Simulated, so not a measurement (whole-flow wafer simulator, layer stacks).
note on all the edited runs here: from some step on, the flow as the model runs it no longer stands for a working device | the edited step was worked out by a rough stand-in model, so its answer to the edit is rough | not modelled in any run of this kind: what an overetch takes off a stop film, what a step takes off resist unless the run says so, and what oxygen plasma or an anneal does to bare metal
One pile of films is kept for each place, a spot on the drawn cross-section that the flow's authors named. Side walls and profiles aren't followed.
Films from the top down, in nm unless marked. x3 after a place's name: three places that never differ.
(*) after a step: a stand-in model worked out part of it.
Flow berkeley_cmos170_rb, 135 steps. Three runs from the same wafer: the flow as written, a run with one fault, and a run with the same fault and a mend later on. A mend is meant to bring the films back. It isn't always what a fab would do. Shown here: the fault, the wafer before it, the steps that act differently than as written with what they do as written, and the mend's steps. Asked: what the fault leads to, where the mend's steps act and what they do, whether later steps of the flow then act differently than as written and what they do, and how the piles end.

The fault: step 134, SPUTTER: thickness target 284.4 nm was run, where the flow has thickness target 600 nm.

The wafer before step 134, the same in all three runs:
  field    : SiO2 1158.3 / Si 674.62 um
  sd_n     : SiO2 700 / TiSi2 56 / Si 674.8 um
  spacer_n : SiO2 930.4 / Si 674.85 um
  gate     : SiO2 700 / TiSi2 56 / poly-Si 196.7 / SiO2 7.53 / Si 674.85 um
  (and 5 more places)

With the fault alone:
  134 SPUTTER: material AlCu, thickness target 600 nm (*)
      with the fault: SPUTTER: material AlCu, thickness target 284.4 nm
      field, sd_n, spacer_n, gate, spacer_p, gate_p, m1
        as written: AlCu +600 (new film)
        with the fault: AlCu +284.4 (new film)
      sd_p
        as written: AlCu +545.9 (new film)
        with the fault: AlCu +253.3 (new film)
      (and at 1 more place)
  No later step of the flow acts differently than as written at any place that is followed.
  At the end the piles differ from the flow's by more than 2% or 0.5 nm, whichever is larger, at field, sd_n, spacer_n and 6 more.
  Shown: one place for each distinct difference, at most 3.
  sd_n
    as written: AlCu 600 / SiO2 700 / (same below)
    with the fault: AlCu 284.4 / SiO2 700 / (same below)
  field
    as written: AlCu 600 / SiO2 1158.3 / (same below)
    with the fault: AlCu 284.4 / SiO2 1158.3 / (same below)
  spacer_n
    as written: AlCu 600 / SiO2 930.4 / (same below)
    with the fault: AlCu 284.4 / SiO2 930.4 / (same below)

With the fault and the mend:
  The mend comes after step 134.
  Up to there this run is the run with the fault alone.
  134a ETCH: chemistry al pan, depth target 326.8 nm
      field, sd_n, spacer_n, gate, spacer_p, gate_p, m1
        AlCu -284.4 (all of it)
      sd_p
        AlCu -253.3 (all of it)
      contact
        AlCu -201.2 (all of it)
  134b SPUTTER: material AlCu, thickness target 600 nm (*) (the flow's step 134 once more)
      field, sd_n, spacer_n, gate, spacer_p, gate_p, m1
        AlCu +600 (new film)
      sd_p
        AlCu +545.9 (new film)
      contact
        AlCu +415.1 (new film)
  No later step of the flow acts differently than as written at any place that is followed.
  At the end the piles are the same as the flow's at every place that both follow.
